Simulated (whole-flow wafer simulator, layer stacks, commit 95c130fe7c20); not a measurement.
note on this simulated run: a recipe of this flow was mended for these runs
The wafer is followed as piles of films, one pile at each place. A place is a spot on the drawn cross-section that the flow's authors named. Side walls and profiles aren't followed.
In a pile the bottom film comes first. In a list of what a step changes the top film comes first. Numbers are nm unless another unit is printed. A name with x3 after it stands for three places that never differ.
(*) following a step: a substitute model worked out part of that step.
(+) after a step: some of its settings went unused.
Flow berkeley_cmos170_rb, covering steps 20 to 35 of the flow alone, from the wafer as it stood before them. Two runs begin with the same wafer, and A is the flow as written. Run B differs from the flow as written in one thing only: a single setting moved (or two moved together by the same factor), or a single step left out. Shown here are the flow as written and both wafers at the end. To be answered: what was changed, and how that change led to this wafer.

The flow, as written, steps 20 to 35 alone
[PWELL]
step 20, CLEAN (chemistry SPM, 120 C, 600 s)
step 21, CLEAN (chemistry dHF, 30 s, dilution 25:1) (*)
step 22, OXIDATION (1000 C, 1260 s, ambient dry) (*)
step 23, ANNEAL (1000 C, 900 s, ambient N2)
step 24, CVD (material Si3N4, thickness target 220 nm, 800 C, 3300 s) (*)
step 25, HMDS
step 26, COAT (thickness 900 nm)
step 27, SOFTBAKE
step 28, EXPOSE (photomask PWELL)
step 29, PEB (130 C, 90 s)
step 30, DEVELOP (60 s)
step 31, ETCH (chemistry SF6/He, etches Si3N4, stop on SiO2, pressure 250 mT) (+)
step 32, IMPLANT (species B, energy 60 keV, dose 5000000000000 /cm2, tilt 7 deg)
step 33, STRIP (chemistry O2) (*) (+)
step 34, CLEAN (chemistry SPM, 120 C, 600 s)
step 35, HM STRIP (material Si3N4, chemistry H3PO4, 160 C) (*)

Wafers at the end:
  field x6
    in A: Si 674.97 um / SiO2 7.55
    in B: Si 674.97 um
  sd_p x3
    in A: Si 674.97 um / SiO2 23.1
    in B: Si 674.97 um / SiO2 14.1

Cause: step 35, HM STRIP: 171 C was run, while the flow as written has 160 C.

How this came from the change, step by step:
  step 35, HM STRIP (material Si3N4, chemistry H3PO4, 160 C) (*)
      field x6: A -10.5 SiO2 | B -18.1 SiO2 (all of it)
      sd_p x3: A -220 Si3N4 (all of it), -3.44 SiO2 | B -220 Si3N4 (all of it), -12.5 SiO2
